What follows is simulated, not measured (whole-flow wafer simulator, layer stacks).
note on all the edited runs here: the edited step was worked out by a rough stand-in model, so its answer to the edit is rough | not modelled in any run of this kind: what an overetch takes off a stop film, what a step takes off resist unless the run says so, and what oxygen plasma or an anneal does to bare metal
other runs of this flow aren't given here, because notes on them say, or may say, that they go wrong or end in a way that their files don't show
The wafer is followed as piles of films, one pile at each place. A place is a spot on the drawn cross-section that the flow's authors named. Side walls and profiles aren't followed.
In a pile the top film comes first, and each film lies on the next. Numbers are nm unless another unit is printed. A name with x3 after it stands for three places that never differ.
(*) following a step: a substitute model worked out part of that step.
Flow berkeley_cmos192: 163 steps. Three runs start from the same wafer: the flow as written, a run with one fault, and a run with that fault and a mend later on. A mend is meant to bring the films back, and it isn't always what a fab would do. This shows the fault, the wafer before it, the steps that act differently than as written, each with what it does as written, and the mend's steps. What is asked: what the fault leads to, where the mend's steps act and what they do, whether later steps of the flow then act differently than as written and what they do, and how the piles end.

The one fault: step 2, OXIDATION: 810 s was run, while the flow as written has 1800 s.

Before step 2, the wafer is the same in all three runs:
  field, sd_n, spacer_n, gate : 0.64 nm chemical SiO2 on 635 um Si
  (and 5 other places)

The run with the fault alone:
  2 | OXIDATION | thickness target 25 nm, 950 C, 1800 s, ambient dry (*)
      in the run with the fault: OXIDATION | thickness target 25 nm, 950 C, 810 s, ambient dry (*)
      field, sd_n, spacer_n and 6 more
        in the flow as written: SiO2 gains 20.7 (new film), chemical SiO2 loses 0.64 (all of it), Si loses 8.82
        in the run with the fault: SiO2 gains 12.8 (new film), chemical SiO2 loses 0.64 (all of it), Si loses 5.36
  Later steps of the flow acting differently than as written:
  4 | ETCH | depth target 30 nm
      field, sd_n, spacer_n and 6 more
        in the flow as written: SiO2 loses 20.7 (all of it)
        in the run with the fault: SiO2 loses 12.8 (all of it)
  At the end the piles are close to the flow's at the places that both follow, differing by at most 2% or 0.5 nm, whichever is larger.

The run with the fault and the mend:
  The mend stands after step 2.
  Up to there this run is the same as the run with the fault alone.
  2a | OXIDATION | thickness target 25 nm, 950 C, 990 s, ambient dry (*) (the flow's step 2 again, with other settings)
      field, sd_n, spacer_n and 6 more
        SiO2 gains 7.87, Si loses 3.46
  Every later step of the flow that is run acts as written at every place that is followed.
  By the end, the piles equal the flow's at every place that both follow.
